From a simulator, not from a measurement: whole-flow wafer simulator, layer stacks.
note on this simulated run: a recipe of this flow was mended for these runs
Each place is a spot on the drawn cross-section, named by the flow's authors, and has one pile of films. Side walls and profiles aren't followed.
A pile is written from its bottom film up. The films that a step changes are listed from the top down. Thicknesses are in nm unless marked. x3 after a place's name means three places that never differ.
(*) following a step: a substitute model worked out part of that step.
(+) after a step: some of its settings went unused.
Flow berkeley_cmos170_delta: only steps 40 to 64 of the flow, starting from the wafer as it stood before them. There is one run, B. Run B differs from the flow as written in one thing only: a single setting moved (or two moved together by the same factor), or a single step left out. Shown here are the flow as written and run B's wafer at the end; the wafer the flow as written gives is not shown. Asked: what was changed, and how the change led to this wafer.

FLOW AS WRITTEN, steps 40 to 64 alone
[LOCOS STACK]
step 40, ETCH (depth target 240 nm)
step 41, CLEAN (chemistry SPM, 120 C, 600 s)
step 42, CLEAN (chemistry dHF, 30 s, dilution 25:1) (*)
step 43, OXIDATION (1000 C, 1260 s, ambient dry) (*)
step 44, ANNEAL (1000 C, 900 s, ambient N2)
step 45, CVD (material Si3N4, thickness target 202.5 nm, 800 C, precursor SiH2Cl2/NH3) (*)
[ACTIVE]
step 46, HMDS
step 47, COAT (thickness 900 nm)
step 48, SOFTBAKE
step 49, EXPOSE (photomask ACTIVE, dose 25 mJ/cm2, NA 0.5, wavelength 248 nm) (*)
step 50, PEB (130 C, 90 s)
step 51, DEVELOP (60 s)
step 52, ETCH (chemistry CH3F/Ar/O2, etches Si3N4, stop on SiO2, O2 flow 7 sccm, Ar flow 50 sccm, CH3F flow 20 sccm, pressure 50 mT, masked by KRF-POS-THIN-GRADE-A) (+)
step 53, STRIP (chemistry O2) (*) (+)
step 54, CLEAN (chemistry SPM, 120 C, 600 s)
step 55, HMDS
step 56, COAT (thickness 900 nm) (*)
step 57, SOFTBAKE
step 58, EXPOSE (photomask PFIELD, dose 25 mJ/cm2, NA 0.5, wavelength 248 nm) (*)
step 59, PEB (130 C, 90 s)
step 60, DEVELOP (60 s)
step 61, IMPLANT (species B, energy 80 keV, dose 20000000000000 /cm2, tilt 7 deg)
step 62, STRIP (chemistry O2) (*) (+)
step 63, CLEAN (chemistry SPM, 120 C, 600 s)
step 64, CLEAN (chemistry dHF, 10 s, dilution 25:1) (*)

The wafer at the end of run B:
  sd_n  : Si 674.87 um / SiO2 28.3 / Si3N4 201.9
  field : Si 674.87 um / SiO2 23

What caused this: step 43, OXIDATION: 1418 s was run, though the flow has 1260 s.

The path from the change to this, step by step:
  step 43, OXIDATION (1000 C, 1260 s, ambient dry) (*)
      field, sd_n, spacer_n and 6 more: +28.3 SiO2 (new film), -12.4 Si (as written it would have been: +26.6 SiO2 (new film), -11.7 Si)
